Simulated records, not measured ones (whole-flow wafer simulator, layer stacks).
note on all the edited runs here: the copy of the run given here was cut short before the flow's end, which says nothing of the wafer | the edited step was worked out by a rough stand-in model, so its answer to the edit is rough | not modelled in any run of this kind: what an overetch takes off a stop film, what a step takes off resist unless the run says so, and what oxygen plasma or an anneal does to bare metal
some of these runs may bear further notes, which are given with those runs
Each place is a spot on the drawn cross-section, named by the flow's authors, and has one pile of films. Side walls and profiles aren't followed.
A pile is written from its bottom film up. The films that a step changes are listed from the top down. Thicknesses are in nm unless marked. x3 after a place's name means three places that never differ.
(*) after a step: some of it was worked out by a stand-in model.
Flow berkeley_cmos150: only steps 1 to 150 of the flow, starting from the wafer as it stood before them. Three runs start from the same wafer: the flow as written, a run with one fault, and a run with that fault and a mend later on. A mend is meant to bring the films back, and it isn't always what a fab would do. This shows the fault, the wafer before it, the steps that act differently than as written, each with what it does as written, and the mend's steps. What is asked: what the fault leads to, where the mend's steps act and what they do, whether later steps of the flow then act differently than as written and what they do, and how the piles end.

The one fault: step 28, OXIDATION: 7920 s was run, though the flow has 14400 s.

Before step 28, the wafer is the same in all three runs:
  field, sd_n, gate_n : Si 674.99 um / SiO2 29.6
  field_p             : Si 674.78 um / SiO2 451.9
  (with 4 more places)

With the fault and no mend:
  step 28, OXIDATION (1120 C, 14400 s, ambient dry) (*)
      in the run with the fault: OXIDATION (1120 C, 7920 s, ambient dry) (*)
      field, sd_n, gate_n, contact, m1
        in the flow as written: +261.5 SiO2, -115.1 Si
        in the run with the fault: +177.6 SiO2, -78.2 Si
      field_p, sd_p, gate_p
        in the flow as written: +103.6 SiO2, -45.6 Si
        in the run with the fault: +59.3 SiO2, -26.1 Si
  Later steps of the flow acting differently than as written (not shown: 45 more steps that differ only slightly, by at most 2% or 0.5 nm, whichever is larger):
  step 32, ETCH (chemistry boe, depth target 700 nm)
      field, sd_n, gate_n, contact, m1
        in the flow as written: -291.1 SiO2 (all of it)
        in the run with the fault: -207.2 SiO2 (all of it)
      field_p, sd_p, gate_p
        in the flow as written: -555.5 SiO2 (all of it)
        in the run with the fault: -511.2 SiO2 (all of it)
  The piles end only slightly different from the flow's at the places that both follow, by no more than 2% or 0.5 nm, whichever is larger.

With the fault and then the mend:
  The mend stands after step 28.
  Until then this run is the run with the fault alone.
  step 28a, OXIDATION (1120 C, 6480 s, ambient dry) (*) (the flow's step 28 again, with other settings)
      field, sd_n, gate_n, contact, m1
        +83.9 SiO2, -36.9 Si
      field_p, sd_p, gate_p
        +44.3 SiO2, -19.5 Si
  None of the later steps of the flow acts differently than as written at any place that is followed.
  The piles end the same as the flow's at every place that both follow.
